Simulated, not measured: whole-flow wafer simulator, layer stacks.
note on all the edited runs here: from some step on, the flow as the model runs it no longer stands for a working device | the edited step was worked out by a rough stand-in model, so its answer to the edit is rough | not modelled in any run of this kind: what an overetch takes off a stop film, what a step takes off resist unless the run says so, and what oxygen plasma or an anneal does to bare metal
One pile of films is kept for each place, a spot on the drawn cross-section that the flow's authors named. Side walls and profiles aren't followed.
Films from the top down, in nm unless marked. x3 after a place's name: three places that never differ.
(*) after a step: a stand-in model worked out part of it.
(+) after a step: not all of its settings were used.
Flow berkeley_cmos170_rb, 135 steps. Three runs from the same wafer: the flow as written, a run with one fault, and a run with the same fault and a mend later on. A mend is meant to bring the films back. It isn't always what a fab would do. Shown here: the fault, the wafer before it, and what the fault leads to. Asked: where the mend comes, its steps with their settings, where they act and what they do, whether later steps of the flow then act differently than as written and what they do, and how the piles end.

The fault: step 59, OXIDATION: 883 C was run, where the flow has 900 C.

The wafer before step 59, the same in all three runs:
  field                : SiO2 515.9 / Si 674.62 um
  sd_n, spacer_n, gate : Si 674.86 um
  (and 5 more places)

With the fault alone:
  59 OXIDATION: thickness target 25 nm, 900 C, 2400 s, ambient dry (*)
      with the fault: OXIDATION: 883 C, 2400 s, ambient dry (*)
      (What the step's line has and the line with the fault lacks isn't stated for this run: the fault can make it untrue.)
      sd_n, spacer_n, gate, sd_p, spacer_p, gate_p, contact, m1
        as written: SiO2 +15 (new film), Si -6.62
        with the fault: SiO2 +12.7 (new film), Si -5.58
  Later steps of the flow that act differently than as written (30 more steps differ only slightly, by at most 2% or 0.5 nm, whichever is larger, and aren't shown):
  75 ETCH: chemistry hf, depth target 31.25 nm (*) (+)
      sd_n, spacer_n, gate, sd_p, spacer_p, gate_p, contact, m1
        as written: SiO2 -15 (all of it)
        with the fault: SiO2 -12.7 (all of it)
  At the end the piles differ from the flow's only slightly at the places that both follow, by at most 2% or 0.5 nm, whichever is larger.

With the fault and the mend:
  The mend comes after step 60.
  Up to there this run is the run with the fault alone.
  60a OXIDATION: 900 C, 556 s, ambient dry (*) (the flow's step 59 once more, with other settings)
      sd_n, spacer_n, gate, sd_p, spacer_p, gate_p, contact, m1
        SiO2 +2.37, Si -1.04
      field
        SiO2 +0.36, Si -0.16
  No later step of the flow acts differently than as written, at any place that is followed, by more than 2% or 0.5 nm, whichever is larger.
  At the end the piles differ from the flow's only slightly at the places that both follow, by at most 2% or 0.5 nm, whichever is larger.
